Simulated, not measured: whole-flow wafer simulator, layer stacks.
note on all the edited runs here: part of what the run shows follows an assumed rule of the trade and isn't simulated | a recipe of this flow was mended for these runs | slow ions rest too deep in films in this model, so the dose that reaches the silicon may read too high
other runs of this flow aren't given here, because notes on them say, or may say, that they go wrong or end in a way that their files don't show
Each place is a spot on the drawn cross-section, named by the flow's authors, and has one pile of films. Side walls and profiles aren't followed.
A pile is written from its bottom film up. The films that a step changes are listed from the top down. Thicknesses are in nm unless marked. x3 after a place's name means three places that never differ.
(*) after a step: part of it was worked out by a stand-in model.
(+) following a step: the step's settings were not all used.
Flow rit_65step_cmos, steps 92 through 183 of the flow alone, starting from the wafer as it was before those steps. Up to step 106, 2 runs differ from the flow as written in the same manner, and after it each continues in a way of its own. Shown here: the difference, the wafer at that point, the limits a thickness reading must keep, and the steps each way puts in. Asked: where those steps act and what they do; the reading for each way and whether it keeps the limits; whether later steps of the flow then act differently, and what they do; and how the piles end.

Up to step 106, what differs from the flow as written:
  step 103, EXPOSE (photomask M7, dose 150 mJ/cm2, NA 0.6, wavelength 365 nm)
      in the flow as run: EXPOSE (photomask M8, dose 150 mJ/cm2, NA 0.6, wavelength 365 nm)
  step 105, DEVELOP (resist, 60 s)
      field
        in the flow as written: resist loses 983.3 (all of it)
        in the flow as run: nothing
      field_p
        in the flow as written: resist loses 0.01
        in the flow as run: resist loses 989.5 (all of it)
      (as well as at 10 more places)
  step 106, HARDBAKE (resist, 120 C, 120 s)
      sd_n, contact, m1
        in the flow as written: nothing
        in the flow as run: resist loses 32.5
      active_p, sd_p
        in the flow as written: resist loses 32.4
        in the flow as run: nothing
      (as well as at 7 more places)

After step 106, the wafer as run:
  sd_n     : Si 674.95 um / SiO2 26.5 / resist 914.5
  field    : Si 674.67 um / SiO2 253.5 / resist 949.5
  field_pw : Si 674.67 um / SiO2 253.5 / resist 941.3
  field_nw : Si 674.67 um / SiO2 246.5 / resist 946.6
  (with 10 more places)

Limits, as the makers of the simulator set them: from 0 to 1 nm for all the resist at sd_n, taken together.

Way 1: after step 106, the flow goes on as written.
  The reading taken after step 106 is 914.5 nm, which is outside the limits.
  Steps further on in the flow that do not act as written (19 more steps, not shown, differ only slightly: by at most 2% or 0.5 nm, whichever is larger):
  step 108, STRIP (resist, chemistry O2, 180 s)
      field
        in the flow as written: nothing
        going this way: resist loses 949.5 (all of it)
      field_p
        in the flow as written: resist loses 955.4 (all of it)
        going this way: nothing
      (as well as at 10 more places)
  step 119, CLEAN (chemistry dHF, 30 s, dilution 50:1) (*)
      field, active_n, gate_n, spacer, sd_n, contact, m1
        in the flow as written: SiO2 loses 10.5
        going this way: SiO2 loses 2.78
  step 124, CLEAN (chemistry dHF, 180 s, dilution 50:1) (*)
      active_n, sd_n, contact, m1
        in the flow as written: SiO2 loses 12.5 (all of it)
        going this way: SiO2 loses 16.7
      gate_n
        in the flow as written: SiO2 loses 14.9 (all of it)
        going this way: SiO2 loses 16.7
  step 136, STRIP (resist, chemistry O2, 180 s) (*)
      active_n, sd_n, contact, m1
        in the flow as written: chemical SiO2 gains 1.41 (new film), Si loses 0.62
        going this way: nothing
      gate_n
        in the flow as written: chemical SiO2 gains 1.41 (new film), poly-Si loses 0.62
        going this way: nothing
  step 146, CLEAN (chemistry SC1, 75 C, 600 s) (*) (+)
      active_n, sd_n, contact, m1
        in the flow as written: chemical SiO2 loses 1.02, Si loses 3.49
        going this way: SiO2 loses 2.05
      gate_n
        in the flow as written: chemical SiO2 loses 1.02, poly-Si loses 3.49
        going this way: SiO2 loses 2.05
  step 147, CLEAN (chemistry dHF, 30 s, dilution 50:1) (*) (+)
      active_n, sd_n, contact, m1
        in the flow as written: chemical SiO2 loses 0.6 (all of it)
        going this way: SiO2 loses 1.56 (all of it)
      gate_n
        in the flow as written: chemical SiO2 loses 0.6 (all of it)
        going this way: SiO2 loses 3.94 (all of it)
  The piles end different from the flow's at gate_n, spacer by more than 2% or 0.5 nm, whichever is larger.
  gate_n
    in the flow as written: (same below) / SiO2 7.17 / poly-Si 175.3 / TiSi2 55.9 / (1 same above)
    going this way: (same below) / SiO2 7.17 / poly-Si 179.5 / TiSi2 55.9 / (1 same above)
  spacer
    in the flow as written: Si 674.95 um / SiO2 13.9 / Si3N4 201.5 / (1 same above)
    going this way: Si 674.95 um / SiO2 21.7 / Si3N4 201.5 / (1 same above)

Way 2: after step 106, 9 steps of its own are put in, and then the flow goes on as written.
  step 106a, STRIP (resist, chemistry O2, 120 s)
      field
        resist loses 949.5 (all of it)
      field_pw
        resist loses 941.3 (all of it)
      field_nw
        resist loses 946.6 (all of it)
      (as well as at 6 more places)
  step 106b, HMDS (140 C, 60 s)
      does not change any film at any place that is followed
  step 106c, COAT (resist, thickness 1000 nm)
      active_n, active_p
        resist gains 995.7 (new film)
      gate_n, gate_p
        resist gains 754.9 (new film)
      spacer, spacer_p
        resist gains 1008.3 (new film)
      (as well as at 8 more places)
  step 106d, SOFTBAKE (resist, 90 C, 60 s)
      does not change any film at any place that is followed
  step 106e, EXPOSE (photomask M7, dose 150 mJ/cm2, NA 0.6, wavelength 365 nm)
      does not change any film at any place that is followed
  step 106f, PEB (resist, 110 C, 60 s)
      active_n, active_p, sd_p
        resist loses 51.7
      gate_n, gate_p
        resist loses 38.8
      spacer, spacer_p
        resist loses 52.4
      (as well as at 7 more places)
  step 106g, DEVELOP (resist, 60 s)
      field_pw, field_p
        resist loses 0.01
      field
        resist loses 983.3 (all of it)
      active_n
        resist loses 944 (all of it)
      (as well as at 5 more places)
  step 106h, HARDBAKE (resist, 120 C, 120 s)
      active_p, sd_p
        resist loses 32.4
      field_pw
        resist loses 33.5
      field_nw
        resist loses 33.7
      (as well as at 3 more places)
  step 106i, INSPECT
      does not change any film at any place that is followed
  The reading taken after step 106i is 0 nm, which is within the limits.
  Later steps of the flow that are run all act as written at every place that is followed.
  The piles end the same as the flow's at every place that both follow.

The limits are kept by: way 2. They are not kept by: way 1.
